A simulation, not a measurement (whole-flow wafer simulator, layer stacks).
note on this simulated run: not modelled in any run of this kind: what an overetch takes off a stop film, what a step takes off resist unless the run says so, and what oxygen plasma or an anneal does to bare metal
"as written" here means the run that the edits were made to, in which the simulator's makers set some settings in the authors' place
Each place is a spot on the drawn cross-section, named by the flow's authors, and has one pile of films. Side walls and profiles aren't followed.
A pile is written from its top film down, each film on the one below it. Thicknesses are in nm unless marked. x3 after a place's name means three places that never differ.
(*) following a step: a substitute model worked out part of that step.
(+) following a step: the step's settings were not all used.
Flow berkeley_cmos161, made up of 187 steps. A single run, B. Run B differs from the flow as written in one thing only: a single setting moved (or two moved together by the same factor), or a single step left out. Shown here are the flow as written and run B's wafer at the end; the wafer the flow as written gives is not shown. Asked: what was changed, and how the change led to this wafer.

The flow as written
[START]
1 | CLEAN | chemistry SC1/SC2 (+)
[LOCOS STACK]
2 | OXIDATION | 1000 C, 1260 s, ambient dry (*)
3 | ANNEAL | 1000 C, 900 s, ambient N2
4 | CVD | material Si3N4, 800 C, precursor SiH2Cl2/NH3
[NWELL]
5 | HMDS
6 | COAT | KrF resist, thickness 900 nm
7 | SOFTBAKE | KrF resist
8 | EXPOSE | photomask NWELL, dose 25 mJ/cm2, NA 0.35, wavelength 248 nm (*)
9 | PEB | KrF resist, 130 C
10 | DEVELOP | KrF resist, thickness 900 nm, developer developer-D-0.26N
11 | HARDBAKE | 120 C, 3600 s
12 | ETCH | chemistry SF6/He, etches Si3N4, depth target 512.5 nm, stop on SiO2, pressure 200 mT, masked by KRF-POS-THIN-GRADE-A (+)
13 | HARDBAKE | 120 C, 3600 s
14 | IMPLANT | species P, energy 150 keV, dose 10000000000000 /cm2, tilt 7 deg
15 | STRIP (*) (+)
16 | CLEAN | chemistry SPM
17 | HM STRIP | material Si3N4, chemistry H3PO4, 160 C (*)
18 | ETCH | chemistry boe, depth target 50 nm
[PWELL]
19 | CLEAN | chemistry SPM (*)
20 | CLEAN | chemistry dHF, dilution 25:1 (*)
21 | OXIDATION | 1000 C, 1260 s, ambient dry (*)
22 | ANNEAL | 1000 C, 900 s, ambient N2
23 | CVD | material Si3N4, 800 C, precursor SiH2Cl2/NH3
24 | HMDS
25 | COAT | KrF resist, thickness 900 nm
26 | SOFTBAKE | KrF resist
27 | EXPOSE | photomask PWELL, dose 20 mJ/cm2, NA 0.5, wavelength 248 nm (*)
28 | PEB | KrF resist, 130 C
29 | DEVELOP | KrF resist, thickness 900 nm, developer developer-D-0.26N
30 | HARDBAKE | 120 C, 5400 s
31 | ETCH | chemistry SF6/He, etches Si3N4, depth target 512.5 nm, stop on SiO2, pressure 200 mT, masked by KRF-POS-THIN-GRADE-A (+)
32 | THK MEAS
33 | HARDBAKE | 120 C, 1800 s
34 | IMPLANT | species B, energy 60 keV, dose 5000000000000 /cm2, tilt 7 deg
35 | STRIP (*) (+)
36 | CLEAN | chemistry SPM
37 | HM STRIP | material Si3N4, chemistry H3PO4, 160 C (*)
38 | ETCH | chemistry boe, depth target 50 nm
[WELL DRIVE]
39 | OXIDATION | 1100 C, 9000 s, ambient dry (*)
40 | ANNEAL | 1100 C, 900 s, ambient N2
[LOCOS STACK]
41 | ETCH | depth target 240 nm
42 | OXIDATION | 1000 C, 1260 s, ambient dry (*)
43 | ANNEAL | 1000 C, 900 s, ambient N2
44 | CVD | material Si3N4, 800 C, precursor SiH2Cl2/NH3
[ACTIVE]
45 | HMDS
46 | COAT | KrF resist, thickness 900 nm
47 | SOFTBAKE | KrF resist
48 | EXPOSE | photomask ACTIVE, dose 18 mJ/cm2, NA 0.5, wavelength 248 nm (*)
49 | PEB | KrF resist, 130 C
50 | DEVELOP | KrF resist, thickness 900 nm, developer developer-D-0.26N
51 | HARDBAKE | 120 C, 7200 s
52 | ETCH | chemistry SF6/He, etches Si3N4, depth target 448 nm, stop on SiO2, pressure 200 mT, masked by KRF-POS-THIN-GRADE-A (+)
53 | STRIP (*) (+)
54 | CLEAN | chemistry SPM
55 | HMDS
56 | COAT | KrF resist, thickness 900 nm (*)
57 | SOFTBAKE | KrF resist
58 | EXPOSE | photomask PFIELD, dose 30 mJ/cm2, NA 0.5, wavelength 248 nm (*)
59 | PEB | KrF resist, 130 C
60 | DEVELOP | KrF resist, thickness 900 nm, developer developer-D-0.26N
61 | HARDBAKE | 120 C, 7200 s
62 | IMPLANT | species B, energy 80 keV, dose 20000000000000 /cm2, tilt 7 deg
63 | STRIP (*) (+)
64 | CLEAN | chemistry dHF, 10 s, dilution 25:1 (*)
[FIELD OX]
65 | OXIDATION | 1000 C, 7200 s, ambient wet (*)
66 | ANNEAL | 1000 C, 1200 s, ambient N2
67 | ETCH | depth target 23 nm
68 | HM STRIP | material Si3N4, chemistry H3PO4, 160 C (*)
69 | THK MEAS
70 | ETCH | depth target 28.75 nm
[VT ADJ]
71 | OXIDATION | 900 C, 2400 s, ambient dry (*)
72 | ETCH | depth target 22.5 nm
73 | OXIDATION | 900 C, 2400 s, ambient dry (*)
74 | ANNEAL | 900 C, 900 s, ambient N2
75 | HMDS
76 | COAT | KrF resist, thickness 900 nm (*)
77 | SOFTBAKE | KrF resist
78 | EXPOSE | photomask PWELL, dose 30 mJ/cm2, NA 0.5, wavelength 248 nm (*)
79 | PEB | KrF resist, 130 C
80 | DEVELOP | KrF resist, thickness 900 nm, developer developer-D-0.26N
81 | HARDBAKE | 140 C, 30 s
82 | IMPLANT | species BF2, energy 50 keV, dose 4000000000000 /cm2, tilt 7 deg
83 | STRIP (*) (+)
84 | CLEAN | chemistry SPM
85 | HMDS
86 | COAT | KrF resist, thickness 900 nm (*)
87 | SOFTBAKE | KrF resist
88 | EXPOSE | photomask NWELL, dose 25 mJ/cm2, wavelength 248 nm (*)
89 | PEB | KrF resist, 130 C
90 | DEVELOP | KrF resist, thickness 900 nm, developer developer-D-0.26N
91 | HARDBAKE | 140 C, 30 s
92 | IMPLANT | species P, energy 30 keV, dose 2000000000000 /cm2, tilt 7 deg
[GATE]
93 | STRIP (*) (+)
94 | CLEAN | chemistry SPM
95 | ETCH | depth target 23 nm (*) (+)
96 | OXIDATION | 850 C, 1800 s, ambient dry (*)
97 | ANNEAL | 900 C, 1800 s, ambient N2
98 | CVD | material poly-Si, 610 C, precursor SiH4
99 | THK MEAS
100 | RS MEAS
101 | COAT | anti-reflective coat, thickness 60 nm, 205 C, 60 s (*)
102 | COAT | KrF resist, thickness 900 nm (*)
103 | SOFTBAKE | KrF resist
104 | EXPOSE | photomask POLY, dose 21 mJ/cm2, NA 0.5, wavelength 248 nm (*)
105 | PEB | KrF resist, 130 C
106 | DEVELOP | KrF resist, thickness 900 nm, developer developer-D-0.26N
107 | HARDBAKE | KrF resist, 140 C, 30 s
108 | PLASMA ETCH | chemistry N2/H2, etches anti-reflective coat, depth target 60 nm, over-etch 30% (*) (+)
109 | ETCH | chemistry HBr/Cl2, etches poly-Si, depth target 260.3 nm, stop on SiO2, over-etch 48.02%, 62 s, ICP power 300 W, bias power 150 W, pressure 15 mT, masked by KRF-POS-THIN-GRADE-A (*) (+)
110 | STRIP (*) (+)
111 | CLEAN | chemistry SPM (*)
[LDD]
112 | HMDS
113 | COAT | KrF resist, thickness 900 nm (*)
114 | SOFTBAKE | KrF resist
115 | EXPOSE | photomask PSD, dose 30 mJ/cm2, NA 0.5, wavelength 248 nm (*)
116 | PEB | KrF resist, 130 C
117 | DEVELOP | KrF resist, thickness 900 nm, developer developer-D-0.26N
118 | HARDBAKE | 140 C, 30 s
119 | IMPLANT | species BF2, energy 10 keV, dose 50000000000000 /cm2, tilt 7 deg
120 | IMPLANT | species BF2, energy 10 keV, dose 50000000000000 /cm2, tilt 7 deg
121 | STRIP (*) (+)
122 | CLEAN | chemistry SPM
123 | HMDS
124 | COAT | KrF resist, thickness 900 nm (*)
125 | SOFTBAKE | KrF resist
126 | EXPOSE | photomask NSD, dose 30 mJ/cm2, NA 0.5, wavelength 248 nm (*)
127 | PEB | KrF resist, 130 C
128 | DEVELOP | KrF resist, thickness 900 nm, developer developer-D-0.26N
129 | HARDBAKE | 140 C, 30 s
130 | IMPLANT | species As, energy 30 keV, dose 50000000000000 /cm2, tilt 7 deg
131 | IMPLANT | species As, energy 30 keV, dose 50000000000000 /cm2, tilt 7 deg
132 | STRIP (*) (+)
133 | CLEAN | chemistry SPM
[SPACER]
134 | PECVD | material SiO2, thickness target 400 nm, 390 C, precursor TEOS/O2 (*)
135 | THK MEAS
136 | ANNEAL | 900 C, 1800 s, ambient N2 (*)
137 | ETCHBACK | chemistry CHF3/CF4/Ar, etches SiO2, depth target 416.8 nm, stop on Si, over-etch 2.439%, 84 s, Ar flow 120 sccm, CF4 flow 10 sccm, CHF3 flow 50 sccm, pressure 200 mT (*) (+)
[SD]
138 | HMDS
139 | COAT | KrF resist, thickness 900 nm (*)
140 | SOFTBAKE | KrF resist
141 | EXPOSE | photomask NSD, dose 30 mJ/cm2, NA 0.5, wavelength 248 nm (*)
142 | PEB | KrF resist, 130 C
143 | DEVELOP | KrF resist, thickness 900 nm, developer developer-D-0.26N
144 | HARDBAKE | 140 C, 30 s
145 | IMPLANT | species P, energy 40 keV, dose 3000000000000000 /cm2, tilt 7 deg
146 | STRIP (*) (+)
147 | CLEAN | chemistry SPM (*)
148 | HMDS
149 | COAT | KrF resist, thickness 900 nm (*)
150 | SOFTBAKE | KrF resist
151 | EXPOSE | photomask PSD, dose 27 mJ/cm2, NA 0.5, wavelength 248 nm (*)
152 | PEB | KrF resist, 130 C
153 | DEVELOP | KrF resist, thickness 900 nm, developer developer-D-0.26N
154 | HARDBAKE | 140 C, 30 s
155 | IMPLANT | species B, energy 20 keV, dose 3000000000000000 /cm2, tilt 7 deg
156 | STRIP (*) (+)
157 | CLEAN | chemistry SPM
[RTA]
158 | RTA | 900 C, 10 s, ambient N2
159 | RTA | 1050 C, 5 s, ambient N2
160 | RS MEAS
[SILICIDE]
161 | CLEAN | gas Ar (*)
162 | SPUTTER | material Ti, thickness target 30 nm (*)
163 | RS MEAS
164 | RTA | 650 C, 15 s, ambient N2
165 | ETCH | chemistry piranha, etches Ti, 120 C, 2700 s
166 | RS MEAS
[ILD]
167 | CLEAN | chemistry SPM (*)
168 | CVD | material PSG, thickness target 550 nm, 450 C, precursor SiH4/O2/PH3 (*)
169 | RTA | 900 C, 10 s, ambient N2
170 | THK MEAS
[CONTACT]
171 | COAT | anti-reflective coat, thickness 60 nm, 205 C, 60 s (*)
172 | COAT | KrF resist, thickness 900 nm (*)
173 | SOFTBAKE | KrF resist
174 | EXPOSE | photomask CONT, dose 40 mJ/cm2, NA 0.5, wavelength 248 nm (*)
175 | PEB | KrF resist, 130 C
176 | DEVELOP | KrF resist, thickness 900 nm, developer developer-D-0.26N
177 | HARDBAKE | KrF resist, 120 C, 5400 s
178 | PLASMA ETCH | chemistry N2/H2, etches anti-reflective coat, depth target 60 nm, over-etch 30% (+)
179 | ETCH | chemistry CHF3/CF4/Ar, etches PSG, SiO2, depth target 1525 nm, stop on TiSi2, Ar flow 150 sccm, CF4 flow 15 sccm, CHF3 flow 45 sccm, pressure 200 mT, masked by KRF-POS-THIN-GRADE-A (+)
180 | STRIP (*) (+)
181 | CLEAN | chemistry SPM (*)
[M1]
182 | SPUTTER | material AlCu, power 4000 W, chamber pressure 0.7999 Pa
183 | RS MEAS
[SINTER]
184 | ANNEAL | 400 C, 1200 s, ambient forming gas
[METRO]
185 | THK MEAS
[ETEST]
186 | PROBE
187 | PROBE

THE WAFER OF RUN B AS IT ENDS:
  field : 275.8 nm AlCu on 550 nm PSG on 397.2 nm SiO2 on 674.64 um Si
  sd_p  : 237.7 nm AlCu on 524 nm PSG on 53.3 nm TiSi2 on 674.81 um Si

The reason: step 72, ETCH: depth target 33.8 nm was run, while the flow as written has depth target 22.5 nm.

How this came from the change, step by step:
  72 | ETCH | depth target 22.5 nm
      field: -33.8 SiO2 (it would be, as written: -22.5 SiO2)
  101 | COAT | anti-reflective coat, thickness 60 nm, 205 C, 60 s (*)
      sd_n: +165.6 anti-reflective coat (new film) (it would be, as written: +173.5 anti-reflective coat (new film))
      spacer_n: +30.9 anti-reflective coat (new film) (it would be, as written: +28.7 anti-reflective coat (new film))
      (and at 4 other places as well)
  108 | PLASMA ETCH | chemistry N2/H2, etches anti-reflective coat, depth target 60 nm, over-etch 30% (*) (+)
      sd_n: -165.6 anti-reflective coat (all of it), -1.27 poly-Si (it would be, as written: -173.5 anti-reflective coat (all of it), -1.33 poly-Si)
      spacer_n: -30.9 anti-reflective coat (all of it), -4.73 poly-Si (it would be, as written: -28.7 anti-reflective coat (all of it), -5.05 poly-Si)
      (and at 2 other places as well)
  110 | STRIP (*) (+)
      gate_n: +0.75 chemical SiO2 (new film), -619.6 KrF resist (all of it), -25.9 anti-reflective coat (all of it), -0.33 poly-Si (it would be, as written: +0.75 chemical SiO2 (new film), -626.8 KrF resist (all of it), -23.7 anti-reflective coat (all of it), -0.33 poly-Si)
      gate_p: +0.75 chemical SiO2 (new film), -593.7 KrF resist (all of it), -29.2 anti-reflective coat (all of it), -0.33 poly-Si (it would be, as written: +0.75 chemical SiO2 (new film), -598.2 KrF resist (all of it), -27.9 anti-reflective coat (all of it), -0.33 poly-Si)
  171 | COAT | anti-reflective coat, thickness 60 nm, 205 C, 60 s (*)
      sd_n: +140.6 anti-reflective coat (new film) (it would be, as written: +149.7 anti-reflective coat (new film))
      m1: +94.9 anti-reflective coat (new film) (it would be, as written: +97.8 anti-reflective coat (new film))
  180 | STRIP (*) (+)
      sd_n: -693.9 KrF resist (all of it), -140.6 anti-reflective coat (all of it) (it would be, as written: -692.5 KrF resist (all of it), -149.7 anti-reflective coat (all of it))
      m1: -735.7 KrF resist (all of it), -94.9 anti-reflective coat (all of it) (it would be, as written: -739.9 KrF resist (all of it), -97.8 anti-reflective coat (all of it))
